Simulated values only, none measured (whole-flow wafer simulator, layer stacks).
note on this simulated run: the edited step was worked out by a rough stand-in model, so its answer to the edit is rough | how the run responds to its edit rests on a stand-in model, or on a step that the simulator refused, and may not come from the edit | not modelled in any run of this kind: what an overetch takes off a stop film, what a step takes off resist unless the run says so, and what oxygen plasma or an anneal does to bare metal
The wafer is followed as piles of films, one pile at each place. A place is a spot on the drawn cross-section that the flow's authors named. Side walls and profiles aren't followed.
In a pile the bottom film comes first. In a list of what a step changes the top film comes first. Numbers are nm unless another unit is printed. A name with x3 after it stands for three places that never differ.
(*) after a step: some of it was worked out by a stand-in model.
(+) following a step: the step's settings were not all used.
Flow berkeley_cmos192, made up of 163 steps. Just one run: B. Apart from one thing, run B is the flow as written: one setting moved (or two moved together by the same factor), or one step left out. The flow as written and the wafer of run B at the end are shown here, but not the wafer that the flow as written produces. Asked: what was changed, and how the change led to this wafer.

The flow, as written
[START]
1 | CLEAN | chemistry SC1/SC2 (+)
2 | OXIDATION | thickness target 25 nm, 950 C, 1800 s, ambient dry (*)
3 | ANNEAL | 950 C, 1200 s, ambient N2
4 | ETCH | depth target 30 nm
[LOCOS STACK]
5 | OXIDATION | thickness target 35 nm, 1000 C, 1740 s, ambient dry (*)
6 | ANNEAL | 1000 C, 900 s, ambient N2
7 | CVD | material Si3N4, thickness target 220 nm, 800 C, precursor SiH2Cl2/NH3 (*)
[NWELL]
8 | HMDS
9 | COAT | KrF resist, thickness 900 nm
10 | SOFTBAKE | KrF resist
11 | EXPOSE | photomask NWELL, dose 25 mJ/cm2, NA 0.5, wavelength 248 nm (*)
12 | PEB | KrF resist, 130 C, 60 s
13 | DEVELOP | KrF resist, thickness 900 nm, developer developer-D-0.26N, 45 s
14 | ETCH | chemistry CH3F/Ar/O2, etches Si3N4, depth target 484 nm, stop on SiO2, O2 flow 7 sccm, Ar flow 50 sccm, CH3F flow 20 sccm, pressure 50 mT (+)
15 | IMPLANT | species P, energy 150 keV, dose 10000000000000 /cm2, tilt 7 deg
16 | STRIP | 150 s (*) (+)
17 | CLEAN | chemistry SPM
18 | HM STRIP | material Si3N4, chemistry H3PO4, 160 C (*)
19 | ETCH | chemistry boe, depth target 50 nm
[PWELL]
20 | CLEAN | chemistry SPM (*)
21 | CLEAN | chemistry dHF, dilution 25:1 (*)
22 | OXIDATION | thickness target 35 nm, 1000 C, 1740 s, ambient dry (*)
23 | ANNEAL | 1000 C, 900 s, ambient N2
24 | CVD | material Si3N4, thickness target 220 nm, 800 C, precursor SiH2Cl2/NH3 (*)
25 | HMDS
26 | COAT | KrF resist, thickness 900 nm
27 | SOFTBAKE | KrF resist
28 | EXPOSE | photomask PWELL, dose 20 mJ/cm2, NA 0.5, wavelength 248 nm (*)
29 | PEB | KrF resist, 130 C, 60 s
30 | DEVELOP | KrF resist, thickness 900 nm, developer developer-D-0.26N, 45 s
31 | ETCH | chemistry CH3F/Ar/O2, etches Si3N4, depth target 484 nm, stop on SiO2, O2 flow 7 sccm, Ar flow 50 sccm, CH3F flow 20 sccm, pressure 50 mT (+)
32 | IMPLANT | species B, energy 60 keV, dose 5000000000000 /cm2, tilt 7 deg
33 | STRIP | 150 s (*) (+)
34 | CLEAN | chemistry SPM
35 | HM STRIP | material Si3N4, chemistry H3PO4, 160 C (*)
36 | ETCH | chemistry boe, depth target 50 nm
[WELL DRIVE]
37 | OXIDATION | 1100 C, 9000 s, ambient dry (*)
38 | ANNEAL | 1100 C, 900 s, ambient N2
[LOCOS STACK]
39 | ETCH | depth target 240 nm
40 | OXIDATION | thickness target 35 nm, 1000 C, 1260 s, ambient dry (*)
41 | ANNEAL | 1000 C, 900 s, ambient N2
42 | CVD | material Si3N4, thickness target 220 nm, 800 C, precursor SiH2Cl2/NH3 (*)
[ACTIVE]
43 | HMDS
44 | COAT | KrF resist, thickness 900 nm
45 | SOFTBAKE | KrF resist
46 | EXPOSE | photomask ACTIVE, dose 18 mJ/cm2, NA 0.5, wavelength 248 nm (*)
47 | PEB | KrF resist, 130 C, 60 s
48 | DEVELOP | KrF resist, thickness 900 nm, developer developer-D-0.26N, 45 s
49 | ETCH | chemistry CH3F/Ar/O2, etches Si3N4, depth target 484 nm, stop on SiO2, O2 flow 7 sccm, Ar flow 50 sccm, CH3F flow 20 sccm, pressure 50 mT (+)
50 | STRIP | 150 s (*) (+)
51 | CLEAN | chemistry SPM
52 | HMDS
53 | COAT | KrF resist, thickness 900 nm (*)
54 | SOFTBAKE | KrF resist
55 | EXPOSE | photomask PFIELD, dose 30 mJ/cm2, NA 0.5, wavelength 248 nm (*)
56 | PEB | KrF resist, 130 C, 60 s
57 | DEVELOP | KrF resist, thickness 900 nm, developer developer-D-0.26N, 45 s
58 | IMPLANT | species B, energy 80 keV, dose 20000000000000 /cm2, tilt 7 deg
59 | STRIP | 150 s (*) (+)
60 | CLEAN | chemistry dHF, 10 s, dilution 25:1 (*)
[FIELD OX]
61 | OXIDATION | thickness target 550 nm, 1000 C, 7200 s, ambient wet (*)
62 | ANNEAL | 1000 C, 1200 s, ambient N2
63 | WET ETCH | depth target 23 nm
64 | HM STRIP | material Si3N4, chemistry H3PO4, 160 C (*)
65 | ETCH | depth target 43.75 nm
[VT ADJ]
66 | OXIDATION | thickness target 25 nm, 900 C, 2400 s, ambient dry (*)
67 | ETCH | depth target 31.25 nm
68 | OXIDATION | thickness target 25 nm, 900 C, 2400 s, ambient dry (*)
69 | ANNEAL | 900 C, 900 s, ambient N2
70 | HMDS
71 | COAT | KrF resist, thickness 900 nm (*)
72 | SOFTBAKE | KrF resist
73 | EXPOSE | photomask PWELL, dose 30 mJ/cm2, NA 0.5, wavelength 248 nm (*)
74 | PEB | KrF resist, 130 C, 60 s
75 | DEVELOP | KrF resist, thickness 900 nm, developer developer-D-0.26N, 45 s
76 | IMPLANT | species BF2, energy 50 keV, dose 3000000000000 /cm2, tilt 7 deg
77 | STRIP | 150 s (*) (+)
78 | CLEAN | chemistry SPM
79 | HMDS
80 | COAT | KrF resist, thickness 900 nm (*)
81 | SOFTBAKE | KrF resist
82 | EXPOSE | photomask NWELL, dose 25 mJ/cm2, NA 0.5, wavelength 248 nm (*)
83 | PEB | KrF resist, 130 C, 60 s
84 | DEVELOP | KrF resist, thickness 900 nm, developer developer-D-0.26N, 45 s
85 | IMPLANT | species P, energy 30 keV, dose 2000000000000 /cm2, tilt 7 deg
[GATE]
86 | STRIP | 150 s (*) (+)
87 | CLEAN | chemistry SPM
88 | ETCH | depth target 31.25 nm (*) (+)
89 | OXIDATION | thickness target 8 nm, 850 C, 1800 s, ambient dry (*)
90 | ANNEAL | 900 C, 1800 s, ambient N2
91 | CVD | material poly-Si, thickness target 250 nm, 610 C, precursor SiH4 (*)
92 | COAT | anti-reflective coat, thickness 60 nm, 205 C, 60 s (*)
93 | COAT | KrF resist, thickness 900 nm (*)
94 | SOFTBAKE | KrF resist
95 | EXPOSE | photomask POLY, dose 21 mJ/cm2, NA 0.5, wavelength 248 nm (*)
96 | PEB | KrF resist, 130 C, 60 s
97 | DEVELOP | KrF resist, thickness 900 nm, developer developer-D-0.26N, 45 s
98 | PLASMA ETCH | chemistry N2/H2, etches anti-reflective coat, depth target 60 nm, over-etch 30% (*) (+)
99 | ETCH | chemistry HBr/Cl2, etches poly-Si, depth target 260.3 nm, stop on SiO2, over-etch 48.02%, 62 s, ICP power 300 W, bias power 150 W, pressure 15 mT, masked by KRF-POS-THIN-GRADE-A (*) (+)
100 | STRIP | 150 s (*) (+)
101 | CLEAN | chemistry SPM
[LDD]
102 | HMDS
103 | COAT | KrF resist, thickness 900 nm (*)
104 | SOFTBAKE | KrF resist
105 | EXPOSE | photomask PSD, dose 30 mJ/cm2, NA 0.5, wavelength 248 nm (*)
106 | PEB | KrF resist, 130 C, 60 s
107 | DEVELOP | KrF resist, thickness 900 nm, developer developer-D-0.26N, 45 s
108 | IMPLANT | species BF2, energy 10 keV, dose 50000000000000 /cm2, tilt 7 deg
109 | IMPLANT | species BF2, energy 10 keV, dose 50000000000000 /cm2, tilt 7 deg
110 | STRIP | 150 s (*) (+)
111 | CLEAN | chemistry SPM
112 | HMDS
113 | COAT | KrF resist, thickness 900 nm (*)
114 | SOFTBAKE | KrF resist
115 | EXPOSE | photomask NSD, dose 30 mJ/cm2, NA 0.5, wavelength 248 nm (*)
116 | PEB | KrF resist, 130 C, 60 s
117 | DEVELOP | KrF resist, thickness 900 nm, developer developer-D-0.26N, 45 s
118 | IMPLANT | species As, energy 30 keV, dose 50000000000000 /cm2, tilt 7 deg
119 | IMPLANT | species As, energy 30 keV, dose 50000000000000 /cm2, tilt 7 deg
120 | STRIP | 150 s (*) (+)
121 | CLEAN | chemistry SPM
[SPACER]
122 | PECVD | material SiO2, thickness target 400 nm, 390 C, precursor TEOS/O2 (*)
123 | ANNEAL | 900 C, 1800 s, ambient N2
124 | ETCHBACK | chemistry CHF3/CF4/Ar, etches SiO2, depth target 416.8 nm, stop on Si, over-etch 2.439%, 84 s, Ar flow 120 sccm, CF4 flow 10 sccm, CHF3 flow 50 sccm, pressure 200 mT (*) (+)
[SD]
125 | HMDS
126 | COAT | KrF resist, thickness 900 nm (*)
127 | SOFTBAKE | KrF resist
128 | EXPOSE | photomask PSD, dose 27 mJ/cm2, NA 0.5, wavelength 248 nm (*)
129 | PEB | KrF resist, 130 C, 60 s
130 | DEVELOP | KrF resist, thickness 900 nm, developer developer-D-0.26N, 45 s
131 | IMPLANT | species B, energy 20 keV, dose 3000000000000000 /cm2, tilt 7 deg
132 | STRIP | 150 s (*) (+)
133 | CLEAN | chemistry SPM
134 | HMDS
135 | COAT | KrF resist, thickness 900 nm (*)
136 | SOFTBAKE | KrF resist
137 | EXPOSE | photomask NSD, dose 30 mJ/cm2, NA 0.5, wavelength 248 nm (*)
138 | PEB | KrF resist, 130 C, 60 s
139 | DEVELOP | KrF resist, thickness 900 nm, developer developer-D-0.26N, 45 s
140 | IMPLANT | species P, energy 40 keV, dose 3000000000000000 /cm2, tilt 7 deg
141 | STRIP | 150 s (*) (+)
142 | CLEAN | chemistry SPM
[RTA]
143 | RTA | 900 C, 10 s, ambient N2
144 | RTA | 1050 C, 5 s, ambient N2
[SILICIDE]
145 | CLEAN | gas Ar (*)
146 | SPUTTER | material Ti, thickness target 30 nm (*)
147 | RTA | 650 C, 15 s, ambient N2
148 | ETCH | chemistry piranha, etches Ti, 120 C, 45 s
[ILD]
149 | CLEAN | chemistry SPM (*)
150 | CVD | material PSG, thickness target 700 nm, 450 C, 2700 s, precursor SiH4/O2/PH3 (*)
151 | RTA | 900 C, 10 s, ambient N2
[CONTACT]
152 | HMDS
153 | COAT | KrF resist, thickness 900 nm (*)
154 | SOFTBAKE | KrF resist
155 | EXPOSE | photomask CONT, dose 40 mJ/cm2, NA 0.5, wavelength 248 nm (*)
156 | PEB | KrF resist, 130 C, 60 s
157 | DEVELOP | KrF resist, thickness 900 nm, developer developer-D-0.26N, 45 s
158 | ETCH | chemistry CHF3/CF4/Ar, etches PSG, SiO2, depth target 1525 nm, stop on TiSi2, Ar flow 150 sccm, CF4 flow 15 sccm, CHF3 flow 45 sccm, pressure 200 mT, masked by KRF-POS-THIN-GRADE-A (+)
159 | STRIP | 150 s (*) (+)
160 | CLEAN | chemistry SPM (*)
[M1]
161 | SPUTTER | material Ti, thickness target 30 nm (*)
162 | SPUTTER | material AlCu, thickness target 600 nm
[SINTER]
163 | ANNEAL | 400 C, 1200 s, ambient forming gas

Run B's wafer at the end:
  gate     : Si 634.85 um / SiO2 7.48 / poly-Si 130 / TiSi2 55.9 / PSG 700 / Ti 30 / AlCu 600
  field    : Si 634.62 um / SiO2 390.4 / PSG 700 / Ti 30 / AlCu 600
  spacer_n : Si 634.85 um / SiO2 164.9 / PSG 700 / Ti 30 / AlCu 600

The reason: step 91, CVD: thickness target 189 nm was run, whereas the flow has thickness target 250 nm.

Step by step, how the change led to this:
  91 | CVD | material poly-Si, thickness target 250 nm, 610 C, precursor SiH4 (*)
      field, sd_n, spacer_n and 6 more: poly-Si gains 189 (new film) (as written it would have been: poly-Si gains 250 (new film))
  99 | ETCH | chemistry HBr/Cl2, etches poly-Si, depth target 260.3 nm, stop on SiO2, over-etch 48.02%, 62 s, ICP power 300 W, bias power 150 W, pressure 15 mT, masked by KRF-POS-THIN-GRADE-A (*) (+)
      spacer_n, spacer_p: poly-Si loses 184.8 (all of it), SiO2 loses 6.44 (as written it would have been: poly-Si loses 245.8 (all of it), SiO2 loses 1.74)
      field: poly-Si loses 184.8 (all of it), SiO2 loses 6.43 (as written it would have been: poly-Si loses 245.8 (all of it), SiO2 loses 1.74)
      (and at 4 other places as well)
  103 | COAT | KrF resist, thickness 900 nm (*)
      gate: KrF resist gains 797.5 (new film) (as written it would have been: KrF resist gains 748 (new film))
      gate_p: KrF resist gains 793.5 (new film) (as written it would have been: KrF resist gains 744.1 (new film))
  107 | DEVELOP | KrF resist, thickness 900 nm, developer developer-D-0.26N, 45 s
      gate_p: KrF resist loses 792.3 (all of it) (as written it would have been: KrF resist loses 742.9 (all of it))
  110 | STRIP | 150 s (*) (+)
      gate: KrF resist loses 782 (all of it), chemical SiO2 gains 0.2, poly-Si loses 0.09 (as written it would have been: KrF resist loses 732.7 (all of it), chemical SiO2 gains 0.2, poly-Si loses 0.09)
  113 | COAT | KrF resist, thickness 900 nm (*)
      gate: KrF resist gains 796.8 (new film) (as written it would have been: KrF resist gains 747.9 (new film))
      gate_p: KrF resist gains 792.8 (new film) (as written it would have been: KrF resist gains 743.9 (new film))
  117 | DEVELOP | KrF resist, thickness 900 nm, developer developer-D-0.26N, 45 s
      gate: KrF resist loses 795.6 (all of it) (as written it would have been: KrF resist loses 746.8 (all of it))
  120 | STRIP | 150 s (*) (+)
      gate_p: KrF resist loses 777.4 (all of it), chemical SiO2 gains 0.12, poly-Si loses 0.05 (as written it would have been: KrF resist loses 728.6 (all of it), chemical SiO2 gains 0.12, poly-Si loses 0.05)
  124 | ETCHBACK | chemistry CHF3/CF4/Ar, etches SiO2, depth target 416.8 nm, stop on Si, over-etch 2.439%, 84 s, Ar flow 120 sccm, CF4 flow 10 sccm, CHF3 flow 50 sccm, pressure 200 mT (*) (+)
      spacer_n: SiO2 loses 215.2 (as written it would have been: SiO2 loses 160)
      spacer_p: SiO2 loses 216.3 (as written it would have been: SiO2 loses 159.9)
  126 | COAT | KrF resist, thickness 900 nm (*)
      spacer_n: KrF resist gains 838 (new film) (as written it would have been: KrF resist gains 791.6 (new film))
      gate: KrF resist gains 816.7 (new film) (as written it would have been: KrF resist gains 771.5 (new film))
      (and at 2 other places as well)
  130 | DEVELOP | KrF resist, thickness 900 nm, developer developer-D-0.26N, 45 s
      spacer_p: KrF resist loses 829 (all of it) (as written it would have been: KrF resist loses 784.6 (all of it))
      gate_p: KrF resist loses 807.7 (all of it) (as written it would have been: KrF resist loses 764.3 (all of it))
  132 | STRIP | 150 s (*) (+)
      spacer_n: KrF resist loses 822.5 (all of it) (as written it would have been: KrF resist loses 776.1 (all of it))
      gate: chemical SiO2 gains 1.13 (new film), KrF resist loses 801.2 (all of it), poly-Si loses 0.5 (as written it would have been: chemical SiO2 gains 1.13 (new film), KrF resist loses 756.1 (all of it), poly-Si loses 0.5)
  135 | COAT | KrF resist, thickness 900 nm (*)
      spacer_n: KrF resist gains 838.5 (new film) (as written it would have been: KrF resist gains 791.1 (new film))
      gate: KrF resist gains 816.6 (new film) (as written it would have been: KrF resist gains 770.3 (new film))
      (and at 2 other places as well)
  139 | DEVELOP | KrF resist, thickness 900 nm, developer developer-D-0.26N, 45 s
      spacer_n: KrF resist loses 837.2 (all of it) (as written it would have been: KrF resist loses 789.9 (all of it))
      gate: KrF resist loses 815.3 (all of it) (as written it would have been: KrF resist loses 769.1 (all of it))
  141 | STRIP | 150 s (*) (+)
      spacer_p: KrF resist loses 815.3 (all of it) (as written it would have been: KrF resist loses 770.2 (all of it))
      gate_p: KrF resist loses 793.2 (all of it), chemical SiO2 gains 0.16 (as written it would have been: KrF resist loses 749.1 (all of it), chemical SiO2 gains 0.16)
  153 | COAT | KrF resist, thickness 900 nm (*)
      spacer_n: KrF resist gains 862.2 (new film) (as written it would have been: KrF resist gains 829.8 (new film))
      gate: KrF resist gains 838.6 (new film) (as written it would have been: KrF resist gains 809.7 (new film))
      (and at 2 other places as well)
  159 | STRIP | 150 s (*) (+)
      spacer_n: KrF resist loses 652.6 (all of it) (as written it would have been: KrF resist loses 620.3 (all of it))
      gate: KrF resist loses 629 (all of it) (as written it would have been: KrF resist loses 600.1 (all of it))
      (and at 3 other places as well)
